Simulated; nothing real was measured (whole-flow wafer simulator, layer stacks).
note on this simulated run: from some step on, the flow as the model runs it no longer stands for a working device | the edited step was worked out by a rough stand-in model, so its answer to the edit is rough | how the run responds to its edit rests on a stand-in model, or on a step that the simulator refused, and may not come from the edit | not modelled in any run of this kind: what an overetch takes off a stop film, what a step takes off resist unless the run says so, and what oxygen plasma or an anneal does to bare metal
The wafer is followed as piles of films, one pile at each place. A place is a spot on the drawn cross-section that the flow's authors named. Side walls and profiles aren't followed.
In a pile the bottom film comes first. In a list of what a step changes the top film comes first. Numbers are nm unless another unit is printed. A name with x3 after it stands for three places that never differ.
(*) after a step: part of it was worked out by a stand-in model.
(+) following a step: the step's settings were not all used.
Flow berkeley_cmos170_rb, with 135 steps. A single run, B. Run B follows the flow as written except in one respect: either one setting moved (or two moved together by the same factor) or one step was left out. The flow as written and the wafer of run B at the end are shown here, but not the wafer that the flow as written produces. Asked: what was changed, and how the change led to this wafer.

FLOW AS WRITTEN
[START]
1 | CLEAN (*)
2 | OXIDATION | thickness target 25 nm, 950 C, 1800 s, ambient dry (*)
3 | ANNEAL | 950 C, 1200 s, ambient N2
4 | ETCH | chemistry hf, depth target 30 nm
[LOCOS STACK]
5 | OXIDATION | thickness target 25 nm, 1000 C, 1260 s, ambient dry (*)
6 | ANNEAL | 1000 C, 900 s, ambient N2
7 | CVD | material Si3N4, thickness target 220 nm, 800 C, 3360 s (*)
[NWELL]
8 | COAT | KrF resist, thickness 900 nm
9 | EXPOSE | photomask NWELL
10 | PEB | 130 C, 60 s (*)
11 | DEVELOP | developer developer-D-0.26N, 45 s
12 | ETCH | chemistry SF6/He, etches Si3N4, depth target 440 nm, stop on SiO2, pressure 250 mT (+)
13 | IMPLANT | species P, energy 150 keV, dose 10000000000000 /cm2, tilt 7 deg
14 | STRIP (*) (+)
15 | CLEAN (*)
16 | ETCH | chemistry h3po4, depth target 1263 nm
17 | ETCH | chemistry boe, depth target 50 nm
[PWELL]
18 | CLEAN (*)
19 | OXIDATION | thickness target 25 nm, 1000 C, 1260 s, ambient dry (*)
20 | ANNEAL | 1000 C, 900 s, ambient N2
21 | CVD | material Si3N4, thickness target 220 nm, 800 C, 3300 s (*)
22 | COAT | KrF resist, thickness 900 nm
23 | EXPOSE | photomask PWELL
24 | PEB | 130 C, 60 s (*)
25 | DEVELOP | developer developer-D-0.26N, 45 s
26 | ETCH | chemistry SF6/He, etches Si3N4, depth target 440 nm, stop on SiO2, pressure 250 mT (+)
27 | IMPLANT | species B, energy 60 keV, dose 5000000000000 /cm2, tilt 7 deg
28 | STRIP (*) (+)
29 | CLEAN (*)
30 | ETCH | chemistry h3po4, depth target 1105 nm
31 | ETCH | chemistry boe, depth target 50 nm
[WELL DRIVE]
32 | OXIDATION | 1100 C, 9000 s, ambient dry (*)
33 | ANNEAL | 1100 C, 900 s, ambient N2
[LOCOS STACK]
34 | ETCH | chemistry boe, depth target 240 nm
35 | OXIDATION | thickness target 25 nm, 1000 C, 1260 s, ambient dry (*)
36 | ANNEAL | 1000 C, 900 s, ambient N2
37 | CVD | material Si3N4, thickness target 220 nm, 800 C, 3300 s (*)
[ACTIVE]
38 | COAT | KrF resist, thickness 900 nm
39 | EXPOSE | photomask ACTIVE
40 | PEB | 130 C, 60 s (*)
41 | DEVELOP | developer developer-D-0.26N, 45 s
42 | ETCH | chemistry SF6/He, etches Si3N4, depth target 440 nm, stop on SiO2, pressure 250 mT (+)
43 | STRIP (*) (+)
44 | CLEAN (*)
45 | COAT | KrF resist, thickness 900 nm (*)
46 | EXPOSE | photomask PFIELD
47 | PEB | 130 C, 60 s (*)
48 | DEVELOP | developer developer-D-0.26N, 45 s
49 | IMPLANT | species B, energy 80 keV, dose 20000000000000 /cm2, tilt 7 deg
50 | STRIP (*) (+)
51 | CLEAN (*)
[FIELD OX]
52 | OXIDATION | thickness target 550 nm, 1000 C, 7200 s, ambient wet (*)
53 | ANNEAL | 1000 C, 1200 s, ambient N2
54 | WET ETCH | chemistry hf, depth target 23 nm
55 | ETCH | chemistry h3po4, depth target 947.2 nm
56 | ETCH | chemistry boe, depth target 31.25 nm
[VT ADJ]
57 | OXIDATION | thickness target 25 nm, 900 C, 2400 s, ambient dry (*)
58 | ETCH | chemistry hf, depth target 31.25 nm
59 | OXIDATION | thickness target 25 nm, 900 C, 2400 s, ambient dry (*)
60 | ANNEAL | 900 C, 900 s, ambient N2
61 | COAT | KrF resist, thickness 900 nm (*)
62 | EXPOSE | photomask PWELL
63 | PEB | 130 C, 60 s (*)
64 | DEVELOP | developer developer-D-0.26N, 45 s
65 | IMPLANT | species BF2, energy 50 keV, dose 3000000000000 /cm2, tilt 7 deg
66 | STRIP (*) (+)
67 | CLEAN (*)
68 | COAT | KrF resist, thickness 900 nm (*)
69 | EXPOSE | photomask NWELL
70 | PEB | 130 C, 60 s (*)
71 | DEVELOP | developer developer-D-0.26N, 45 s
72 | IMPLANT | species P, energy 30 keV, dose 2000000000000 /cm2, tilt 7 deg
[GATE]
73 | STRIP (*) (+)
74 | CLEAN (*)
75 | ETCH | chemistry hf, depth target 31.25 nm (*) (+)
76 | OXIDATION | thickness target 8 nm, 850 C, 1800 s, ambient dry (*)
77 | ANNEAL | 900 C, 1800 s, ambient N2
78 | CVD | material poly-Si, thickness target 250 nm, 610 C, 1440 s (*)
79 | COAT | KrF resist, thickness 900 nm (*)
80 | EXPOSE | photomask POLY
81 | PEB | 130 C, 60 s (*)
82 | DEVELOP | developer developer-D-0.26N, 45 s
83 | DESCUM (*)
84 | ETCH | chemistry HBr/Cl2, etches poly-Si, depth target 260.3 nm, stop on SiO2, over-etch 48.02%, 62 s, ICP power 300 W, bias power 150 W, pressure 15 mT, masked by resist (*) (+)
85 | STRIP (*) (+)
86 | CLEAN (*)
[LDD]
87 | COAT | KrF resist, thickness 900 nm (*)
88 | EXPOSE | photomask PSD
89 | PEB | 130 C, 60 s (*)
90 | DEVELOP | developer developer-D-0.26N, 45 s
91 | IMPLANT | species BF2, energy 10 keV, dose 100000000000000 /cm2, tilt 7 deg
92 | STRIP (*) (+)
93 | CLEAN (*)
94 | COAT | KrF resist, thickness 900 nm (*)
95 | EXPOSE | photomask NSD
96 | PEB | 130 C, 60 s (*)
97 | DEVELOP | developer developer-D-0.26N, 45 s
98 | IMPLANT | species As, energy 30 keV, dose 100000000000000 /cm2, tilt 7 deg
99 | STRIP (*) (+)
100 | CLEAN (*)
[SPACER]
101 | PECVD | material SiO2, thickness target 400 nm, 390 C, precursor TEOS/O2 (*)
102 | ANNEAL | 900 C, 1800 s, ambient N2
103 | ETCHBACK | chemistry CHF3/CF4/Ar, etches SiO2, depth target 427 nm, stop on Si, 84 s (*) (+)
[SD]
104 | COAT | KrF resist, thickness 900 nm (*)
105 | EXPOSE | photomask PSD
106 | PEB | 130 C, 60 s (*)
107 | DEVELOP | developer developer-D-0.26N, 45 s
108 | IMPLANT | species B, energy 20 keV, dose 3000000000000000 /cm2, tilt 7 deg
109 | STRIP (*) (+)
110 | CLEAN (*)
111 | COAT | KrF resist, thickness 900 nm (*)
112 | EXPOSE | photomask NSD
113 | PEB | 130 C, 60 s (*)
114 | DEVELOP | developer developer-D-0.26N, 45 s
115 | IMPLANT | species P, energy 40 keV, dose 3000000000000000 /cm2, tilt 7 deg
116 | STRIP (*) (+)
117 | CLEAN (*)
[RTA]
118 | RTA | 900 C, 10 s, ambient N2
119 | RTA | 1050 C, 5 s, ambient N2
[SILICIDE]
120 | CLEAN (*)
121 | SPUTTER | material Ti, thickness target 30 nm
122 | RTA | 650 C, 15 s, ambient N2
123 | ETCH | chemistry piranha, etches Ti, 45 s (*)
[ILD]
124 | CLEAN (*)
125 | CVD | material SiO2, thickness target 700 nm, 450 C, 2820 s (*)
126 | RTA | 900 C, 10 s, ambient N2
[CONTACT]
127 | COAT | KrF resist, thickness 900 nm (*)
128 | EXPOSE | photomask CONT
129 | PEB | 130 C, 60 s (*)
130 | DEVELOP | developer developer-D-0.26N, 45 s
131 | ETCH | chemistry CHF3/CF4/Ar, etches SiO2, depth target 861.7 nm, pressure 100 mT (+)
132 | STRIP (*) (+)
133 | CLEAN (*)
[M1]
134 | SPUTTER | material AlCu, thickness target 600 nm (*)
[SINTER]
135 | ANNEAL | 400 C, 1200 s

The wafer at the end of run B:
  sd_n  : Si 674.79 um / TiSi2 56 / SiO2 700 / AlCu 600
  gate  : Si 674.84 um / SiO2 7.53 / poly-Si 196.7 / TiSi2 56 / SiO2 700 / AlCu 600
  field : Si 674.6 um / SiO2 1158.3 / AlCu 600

What caused this: step 19, OXIDATION: 1100 C was run, though the flow has 1000 C.

How this came from the change, step by step:
  19 | OXIDATION | thickness target 25 nm, 1000 C, 1260 s, ambient dry (*)
      field, sd_n, spacer_n and 6 more: SiO2 gains 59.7 (new film), Si loses 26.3 (it would be, as written: SiO2 gains 26.6 (new film), Si loses 11.7)
  31 | ETCH | chemistry boe, depth target 50 nm
      field, sd_n, spacer_n and 6 more: SiO2 loses 50 (it would be, as written: SiO2 loses 26.6 (all of it))
  32 | OXIDATION | 1100 C, 9000 s, ambient dry (*)
      field, sd_n, spacer_n and 6 more: SiO2 gains 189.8, Si loses 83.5 (it would be, as written: SiO2 gains 197.6 (new film), Si loses 86.9)
